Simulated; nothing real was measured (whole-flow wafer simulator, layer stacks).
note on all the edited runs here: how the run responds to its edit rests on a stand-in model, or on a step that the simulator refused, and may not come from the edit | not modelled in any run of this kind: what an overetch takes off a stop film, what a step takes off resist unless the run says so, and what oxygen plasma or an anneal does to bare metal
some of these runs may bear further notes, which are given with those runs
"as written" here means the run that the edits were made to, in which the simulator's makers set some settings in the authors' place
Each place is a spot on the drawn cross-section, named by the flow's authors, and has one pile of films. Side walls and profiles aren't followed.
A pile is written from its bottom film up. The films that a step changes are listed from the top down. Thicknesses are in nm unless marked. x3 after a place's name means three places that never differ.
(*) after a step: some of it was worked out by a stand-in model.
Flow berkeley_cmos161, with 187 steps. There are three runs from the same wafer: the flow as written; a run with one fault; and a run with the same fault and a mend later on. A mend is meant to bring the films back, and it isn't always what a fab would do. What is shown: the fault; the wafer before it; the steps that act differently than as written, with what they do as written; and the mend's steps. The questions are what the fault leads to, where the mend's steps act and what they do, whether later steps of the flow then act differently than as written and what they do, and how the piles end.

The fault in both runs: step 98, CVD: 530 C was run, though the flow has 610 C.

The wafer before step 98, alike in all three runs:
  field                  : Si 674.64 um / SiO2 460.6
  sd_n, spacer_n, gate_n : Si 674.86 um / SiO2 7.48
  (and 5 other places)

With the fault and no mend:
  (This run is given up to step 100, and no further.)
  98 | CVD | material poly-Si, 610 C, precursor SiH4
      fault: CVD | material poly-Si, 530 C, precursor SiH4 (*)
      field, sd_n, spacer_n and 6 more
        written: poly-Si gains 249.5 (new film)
        fault: poly-Si gains 35.7 (new film)
  None of the later steps of the flow up to step 100 acts differently than as written at any place that is followed.
  After step 100, at field, sd_n, spacer_n and 6 more, the piles differ from the flow's by more than 2% or 0.5 nm, whichever is larger.
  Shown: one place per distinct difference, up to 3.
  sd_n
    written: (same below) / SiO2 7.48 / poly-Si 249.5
    fault: (same below) / SiO2 7.48 / poly-Si 35.7
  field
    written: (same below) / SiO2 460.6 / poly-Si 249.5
    fault: (same below) / SiO2 460.6 / poly-Si 35.7

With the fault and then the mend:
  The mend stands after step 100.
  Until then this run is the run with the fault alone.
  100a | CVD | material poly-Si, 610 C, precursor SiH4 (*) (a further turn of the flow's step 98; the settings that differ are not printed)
      field, sd_n, spacer_n and 6 more
        poly-Si gains 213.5
  None of the later steps of the flow differs from how it acts as written, at any place that is followed, by more than 2% or 0.5 nm, whichever is larger.
  At the end the piles are close to the flow's at the places that both follow, differing by at most 2% or 0.5 nm, whichever is larger.
